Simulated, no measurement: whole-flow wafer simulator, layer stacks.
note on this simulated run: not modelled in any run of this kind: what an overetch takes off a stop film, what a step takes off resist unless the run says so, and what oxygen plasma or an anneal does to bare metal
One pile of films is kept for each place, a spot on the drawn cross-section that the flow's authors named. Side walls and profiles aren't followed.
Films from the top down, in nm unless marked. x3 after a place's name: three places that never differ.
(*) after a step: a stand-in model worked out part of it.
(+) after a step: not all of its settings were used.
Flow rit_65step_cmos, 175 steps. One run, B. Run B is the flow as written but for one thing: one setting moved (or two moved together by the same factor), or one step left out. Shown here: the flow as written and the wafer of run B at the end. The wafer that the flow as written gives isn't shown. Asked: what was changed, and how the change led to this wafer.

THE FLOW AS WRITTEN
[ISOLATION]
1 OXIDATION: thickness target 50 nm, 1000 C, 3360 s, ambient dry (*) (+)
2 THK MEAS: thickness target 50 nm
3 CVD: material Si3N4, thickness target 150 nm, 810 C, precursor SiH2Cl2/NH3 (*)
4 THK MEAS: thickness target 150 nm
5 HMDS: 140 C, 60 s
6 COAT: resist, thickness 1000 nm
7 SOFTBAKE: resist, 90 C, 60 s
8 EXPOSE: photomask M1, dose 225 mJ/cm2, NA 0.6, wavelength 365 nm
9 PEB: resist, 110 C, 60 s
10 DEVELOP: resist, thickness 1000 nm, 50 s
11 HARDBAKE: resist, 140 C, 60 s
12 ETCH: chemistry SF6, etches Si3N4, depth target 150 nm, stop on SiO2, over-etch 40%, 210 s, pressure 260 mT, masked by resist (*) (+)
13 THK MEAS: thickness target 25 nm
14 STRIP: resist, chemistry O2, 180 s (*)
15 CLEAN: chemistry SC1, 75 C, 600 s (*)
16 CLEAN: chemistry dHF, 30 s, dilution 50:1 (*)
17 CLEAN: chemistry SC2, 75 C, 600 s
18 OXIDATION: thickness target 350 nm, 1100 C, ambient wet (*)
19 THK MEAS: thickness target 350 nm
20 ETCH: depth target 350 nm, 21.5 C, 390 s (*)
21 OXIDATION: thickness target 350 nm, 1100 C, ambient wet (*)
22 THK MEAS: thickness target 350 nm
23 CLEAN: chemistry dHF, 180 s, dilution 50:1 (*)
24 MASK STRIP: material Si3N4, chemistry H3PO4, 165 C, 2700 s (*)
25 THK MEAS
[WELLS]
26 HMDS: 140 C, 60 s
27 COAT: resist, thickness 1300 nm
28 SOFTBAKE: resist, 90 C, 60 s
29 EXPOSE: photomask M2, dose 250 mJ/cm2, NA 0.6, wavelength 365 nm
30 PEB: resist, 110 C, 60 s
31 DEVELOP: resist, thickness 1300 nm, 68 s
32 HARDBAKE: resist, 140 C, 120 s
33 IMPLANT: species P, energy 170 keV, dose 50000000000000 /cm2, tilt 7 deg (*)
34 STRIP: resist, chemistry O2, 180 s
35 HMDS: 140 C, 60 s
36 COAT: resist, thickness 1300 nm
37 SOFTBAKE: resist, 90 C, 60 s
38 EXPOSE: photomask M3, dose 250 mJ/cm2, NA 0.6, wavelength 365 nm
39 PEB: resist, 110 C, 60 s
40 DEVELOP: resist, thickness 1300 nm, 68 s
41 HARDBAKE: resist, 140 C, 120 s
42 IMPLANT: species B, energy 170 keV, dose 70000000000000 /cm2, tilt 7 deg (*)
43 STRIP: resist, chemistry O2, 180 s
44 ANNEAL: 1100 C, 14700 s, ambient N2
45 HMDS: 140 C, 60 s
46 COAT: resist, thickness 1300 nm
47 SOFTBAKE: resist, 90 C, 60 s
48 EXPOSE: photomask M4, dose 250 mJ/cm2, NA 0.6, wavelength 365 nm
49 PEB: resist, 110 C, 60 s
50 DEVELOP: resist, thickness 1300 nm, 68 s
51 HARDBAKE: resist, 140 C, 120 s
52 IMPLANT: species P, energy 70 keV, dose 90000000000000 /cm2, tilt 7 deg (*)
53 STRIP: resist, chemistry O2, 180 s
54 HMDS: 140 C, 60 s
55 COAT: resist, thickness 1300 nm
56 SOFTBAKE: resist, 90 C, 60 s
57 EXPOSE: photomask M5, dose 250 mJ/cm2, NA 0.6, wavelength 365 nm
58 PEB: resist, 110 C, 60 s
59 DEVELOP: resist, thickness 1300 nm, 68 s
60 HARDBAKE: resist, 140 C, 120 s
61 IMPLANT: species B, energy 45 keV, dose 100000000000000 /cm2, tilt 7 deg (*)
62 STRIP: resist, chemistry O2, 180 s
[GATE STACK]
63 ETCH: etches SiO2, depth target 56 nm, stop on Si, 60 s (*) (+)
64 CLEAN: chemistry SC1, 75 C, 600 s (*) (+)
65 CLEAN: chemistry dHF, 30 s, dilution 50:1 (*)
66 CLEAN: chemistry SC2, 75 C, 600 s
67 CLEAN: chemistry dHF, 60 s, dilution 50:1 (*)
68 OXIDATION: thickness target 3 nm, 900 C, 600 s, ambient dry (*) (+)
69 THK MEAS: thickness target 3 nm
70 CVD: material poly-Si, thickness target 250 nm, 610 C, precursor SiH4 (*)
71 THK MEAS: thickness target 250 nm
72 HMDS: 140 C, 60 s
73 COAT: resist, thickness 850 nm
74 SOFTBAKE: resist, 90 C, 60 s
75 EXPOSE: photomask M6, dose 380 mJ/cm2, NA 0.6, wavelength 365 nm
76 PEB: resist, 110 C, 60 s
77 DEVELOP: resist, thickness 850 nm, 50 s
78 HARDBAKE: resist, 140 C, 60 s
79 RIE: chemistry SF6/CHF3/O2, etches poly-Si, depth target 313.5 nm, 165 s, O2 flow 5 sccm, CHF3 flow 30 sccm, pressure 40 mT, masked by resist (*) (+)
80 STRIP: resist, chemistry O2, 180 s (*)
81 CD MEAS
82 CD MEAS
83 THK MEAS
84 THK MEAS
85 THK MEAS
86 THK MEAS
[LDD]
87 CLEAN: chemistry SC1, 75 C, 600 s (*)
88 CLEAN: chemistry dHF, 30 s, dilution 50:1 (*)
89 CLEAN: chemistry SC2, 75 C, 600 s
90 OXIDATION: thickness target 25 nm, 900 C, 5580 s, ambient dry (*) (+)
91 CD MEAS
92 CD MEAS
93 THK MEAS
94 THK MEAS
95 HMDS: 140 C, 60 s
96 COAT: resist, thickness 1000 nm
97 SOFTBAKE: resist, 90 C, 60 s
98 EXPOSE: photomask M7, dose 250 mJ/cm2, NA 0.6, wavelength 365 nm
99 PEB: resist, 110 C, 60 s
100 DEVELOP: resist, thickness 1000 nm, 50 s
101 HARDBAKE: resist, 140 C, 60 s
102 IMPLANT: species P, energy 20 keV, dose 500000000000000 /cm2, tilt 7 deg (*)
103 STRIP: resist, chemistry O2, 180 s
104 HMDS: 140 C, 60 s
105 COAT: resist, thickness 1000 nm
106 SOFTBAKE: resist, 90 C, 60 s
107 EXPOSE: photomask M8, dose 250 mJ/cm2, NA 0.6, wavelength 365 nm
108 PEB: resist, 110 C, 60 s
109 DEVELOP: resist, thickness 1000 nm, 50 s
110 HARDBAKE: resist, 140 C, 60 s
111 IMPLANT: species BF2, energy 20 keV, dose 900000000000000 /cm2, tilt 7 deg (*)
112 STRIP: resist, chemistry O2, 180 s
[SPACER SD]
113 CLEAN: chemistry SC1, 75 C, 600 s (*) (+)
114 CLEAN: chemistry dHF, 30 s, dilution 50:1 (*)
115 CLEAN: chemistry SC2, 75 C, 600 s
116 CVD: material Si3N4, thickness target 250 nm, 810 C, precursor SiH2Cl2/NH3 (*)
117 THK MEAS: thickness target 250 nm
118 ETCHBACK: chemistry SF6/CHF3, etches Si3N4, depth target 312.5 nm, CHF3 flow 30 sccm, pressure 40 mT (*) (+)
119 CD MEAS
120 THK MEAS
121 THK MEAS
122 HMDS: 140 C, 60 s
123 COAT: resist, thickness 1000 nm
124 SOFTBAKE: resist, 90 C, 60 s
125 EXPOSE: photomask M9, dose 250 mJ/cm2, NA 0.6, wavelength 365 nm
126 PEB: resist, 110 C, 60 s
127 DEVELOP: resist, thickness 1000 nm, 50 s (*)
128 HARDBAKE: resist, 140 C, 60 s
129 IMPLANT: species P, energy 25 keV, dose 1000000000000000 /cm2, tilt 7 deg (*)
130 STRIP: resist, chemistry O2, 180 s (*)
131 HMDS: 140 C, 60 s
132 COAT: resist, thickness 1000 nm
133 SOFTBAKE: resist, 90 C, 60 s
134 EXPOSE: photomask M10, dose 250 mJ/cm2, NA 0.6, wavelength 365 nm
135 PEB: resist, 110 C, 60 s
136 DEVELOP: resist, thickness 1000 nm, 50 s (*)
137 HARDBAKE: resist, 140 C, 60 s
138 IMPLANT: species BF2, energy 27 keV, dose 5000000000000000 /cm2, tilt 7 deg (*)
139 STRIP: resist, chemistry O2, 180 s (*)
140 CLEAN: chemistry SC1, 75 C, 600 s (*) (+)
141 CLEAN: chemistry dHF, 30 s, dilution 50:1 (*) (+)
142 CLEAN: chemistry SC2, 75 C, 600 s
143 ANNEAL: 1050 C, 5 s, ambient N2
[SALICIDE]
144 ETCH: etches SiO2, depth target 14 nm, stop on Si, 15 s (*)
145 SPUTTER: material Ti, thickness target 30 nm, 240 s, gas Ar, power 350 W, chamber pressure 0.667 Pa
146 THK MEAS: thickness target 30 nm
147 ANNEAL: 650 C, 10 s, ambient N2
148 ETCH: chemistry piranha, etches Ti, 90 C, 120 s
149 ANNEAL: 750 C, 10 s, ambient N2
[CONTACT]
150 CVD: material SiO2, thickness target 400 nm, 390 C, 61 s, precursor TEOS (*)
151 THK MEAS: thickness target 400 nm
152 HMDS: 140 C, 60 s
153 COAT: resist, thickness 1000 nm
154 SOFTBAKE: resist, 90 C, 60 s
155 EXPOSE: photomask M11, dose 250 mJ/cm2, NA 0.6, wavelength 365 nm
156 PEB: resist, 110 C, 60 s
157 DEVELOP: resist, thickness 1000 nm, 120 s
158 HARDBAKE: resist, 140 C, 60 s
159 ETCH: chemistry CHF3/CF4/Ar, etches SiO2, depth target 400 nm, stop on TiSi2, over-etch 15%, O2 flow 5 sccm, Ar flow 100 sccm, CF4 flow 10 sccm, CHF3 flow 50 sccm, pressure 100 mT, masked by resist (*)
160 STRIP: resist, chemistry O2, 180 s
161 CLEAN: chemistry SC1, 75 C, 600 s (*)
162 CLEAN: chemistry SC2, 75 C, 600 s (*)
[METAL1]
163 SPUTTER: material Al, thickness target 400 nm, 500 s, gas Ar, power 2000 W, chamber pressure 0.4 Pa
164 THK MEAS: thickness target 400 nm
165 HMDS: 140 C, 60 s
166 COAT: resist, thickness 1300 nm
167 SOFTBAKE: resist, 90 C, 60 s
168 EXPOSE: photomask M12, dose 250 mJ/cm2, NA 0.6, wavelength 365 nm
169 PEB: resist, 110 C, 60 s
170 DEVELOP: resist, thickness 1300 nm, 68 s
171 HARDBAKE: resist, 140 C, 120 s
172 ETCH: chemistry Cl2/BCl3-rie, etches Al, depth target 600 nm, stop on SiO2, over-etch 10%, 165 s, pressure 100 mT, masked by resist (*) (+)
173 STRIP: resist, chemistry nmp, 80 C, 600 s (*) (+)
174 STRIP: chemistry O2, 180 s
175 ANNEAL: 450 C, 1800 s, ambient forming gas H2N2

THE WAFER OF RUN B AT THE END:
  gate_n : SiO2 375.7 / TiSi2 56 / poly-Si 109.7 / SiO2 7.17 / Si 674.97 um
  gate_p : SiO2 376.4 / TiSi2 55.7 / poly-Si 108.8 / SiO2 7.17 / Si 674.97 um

The cause: step 145, SPUTTER: 264 s was run, where the flow has 240 s.

How the change led to this, step by step:
  145 SPUTTER: material Ti, thickness target 30 nm, 240 s, gas Ar, power 350 W, chamber pressure 0.667 Pa
      field, field_pw, field_nw, field_p, spacer, spacer_p: Ti +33 (new film) (as written it would be: Ti +30 (new film))
      gate_n: Ti +30 (new film) (as written it would be: Ti +27.3 (new film))
      (and at 1 more place)
  147 ANNEAL: 650 C, 10 s, ambient N2
      gate_n: Ti -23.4, TiSi first +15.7 (new film), TiSi2 C49 +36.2 (new film), poly-Si -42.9 (as written it would be: Ti -21.3, TiSi first +9.82 (new film), TiSi2 C49 +39.5 (new film), poly-Si -41.9)
      gate_p: Ti -23.3, TiSi first +15.4 (new film), TiSi2 C49 +36.3 (new film), poly-Si -42.8 (as written it would be: Ti -21.2, TiSi first +9.56 (new film), TiSi2 C49 +39.6 (new film), poly-Si -41.9)
  148 ETCH: chemistry piranha, etches Ti, 90 C, 120 s
      field, field_pw, field_nw, field_p, spacer, spacer_p: Ti -33 (all of it) (as written it would be: Ti -30 (all of it))
      gate_n: Ti -6.61 (all of it), TiSi first -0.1 (as written it would be: Ti -6 (all of it), TiSi first -0.1)
      (and at 1 more place)
  149 ANNEAL: 750 C, 10 s, ambient N2
      gate_n: TiSi2 +56 (new film), TiSi first -15.6 (all of it), TiSi2 C49 -36.2 (all of it), poly-Si -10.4 (as written it would be: TiSi2 +50.8 (new film), TiSi first -9.72 (all of it), TiSi2 C49 -39.5 (all of it), poly-Si -6.48)
      gate_p: TiSi2 +55.7 (new film), TiSi first -15.3 (all of it), TiSi2 C49 -36.3 (all of it), poly-Si -10.2 (as written it would be: TiSi2 +50.6 (new film), TiSi first -9.46 (all of it), TiSi2 C49 -39.6 (all of it), poly-Si -6.31)
